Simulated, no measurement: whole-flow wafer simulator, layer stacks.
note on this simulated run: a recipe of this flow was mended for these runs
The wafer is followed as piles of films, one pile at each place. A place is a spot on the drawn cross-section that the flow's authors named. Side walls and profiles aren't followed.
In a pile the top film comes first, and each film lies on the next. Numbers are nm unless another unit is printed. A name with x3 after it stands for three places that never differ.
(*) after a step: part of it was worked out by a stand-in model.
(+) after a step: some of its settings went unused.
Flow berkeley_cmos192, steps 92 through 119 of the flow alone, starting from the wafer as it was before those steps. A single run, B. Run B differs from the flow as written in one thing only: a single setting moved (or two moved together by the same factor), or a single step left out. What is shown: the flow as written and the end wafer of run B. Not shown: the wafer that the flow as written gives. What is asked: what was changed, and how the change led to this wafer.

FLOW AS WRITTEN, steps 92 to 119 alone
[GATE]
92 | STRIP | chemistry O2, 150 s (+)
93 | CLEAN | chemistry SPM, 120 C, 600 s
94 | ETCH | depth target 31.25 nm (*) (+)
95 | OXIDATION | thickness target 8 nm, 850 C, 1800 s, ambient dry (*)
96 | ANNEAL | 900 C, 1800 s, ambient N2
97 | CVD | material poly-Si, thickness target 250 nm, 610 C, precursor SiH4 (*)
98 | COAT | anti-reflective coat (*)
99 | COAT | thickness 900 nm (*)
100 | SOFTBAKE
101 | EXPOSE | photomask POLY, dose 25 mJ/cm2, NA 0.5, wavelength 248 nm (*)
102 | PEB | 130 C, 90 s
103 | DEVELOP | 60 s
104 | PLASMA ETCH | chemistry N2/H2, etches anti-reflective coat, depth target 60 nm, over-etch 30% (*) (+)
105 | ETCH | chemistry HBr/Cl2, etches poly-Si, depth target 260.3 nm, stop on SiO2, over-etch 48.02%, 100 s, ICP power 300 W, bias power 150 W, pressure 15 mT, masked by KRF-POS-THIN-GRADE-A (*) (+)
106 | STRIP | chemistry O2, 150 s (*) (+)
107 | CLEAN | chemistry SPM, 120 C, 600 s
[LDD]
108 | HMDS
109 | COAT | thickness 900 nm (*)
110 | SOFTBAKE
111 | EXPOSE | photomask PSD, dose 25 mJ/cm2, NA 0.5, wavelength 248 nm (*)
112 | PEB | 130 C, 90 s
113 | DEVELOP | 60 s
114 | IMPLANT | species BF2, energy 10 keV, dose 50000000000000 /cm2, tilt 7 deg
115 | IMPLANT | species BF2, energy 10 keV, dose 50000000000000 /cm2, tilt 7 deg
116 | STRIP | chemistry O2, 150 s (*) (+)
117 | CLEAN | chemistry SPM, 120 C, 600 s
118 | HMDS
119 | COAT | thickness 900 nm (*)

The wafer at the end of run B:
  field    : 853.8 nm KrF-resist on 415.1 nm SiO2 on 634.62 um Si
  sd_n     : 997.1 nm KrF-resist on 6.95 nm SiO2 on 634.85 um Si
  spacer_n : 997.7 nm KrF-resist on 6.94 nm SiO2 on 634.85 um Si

The reason: step 97, CVD: thickness target 280 nm was run, whereas the flow has thickness target 250 nm.

The path from the change to this, step by step:
  97 | CVD | material poly-Si, thickness target 250 nm, 610 C, precursor SiH4 (*)
      field, sd_n, spacer_n and 6 more: poly-Si gains 280 (new film) (it would be, as written: poly-Si gains 250 (new film))
  105 | ETCH | chemistry HBr/Cl2, etches poly-Si, depth target 260.3 nm, stop on SiO2, over-etch 48.02%, 100 s, ICP power 300 W, bias power 150 W, pressure 15 mT, masked by KRF-POS-THIN-GRADE-A (*) (+)
      spacer_n, spacer_p: poly-Si loses 276.1 (all of it), SiO2 loses 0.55 (it would be, as written: poly-Si loses 246.2 (all of it), SiO2 loses 1.71)
      field: poly-Si loses 276.1 (all of it), SiO2 loses 0.55 (it would be, as written: poly-Si loses 246.1 (all of it), SiO2 loses 1.71)
      (and at 4 other places as well)
  109 | COAT | thickness 900 nm (*)
      gate: KrF-resist gains 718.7 (new film) (it would be, as written: KrF-resist gains 743.5 (new film))
      gate_p: KrF-resist gains 715 (new film) (it would be, as written: KrF-resist gains 739.8 (new film))
  113 | DEVELOP | 60 s
      gate_p: KrF-resist loses 713.5 (all of it) (it would be, as written: KrF-resist loses 738.2 (all of it))
  116 | STRIP | chemistry O2, 150 s (*) (+)
      gate: KrF-resist loses 702.2 (all of it), chemical SiO2 gains 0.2, poly-Si loses 0.09 (it would be, as written: KrF-resist loses 727 (all of it), chemical SiO2 gains 0.2, poly-Si loses 0.09)
  119 | COAT | thickness 900 nm (*)
      gate: KrF-resist gains 718.6 (new film) (it would be, as written: KrF-resist gains 743.4 (new film))
      gate_p: KrF-resist gains 714.9 (new film) (it would be, as written: KrF-resist gains 739.7 (new film))
